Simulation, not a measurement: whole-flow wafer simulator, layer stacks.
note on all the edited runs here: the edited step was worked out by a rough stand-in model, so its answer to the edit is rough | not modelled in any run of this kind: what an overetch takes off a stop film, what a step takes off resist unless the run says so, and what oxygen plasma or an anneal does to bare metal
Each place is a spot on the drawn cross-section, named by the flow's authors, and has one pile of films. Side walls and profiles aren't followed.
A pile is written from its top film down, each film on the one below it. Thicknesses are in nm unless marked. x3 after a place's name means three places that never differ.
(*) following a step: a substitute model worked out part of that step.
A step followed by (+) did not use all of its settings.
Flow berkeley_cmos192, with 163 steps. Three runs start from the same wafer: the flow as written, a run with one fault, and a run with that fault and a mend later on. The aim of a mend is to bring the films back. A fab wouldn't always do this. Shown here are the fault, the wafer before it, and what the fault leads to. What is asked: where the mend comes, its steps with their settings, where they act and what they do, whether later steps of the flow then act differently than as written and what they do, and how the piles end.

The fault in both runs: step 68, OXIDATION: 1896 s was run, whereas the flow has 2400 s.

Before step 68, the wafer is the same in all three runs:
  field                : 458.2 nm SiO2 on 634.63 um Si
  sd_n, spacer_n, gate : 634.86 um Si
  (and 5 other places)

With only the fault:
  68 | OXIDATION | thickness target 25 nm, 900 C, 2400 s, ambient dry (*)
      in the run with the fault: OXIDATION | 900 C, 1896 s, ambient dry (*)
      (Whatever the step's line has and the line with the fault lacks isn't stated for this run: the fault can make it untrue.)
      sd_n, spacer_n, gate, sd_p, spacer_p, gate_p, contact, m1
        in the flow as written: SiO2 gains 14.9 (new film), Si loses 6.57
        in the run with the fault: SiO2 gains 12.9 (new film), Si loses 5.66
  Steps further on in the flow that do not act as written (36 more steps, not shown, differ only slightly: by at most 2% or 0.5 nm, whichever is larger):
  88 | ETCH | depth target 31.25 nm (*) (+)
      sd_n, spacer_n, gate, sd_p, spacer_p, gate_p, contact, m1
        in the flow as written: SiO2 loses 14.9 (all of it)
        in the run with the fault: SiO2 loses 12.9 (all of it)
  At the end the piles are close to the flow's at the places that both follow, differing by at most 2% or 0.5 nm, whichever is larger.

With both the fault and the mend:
  The mend follows step 75.
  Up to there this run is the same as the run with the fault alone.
  75a | STRIP | 150 s (*) (+)
      sd_p
        KrF resist loses 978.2 (all of it)
      spacer_p
        KrF resist loses 959.6 (all of it)
      gate_p
        KrF resist loses 958.7 (all of it)
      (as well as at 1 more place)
  75b | CLEAN | chemistry SPM
      does not change any film at any place that is followed
  75c | OXIDATION | 900 C, 506 s, ambient dry (*) (the flow's step 68 again, with other settings)
      sd_n, spacer_n, gate, sd_p, spacer_p, gate_p, contact, m1
        SiO2 gains 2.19, Si loses 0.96
      field
        SiO2 gains 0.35, Si loses 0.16
  75d | HMDS (the flow's step 70 again)
      does not change any film at any place that is followed
  75e | COAT | KrF resist, thickness 900 nm (*) (the flow's step 71 again)
      field
        KrF resist gains 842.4 (new film)
      sd_n
        KrF resist gains 1013.2 (new film)
      spacer_n
        KrF resist gains 978.6 (new film)
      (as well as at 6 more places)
  75f | SOFTBAKE | KrF resist (the flow's step 72 again)
      does not change any film at any place that is followed
  75g | EXPOSE | photomask PWELL, dose 30 mJ/cm2, NA 0.5, wavelength 248 nm (*) (the flow's step 73 again)
      does not change any film at any place that is followed
  75h | PEB | KrF resist, 130 C, 60 s (the flow's step 74 again)
      sd_n, m1
        KrF resist loses 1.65
      spacer_n, gate
        KrF resist loses 1.58
      spacer_p, gate_p
        KrF resist loses 1.57
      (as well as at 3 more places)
  75i | DEVELOP | KrF resist, thickness 900 nm, developer developer-D-0.26N, 45 s (the flow's step 75 again)
      sd_p, spacer_p, gate_p, m1
        KrF resist loses 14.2
      spacer_n, gate
        KrF resist loses 977 (all of it)
      field
        KrF resist loses 841.1 (all of it)
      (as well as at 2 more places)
  Every later step of the flow that is run acts as written, at every place that is followed, to within 2% or 0.5 nm, whichever is larger.
  At the end the piles are close to the flow's at the places that both follow, differing by at most 2% or 0.5 nm, whichever is larger.
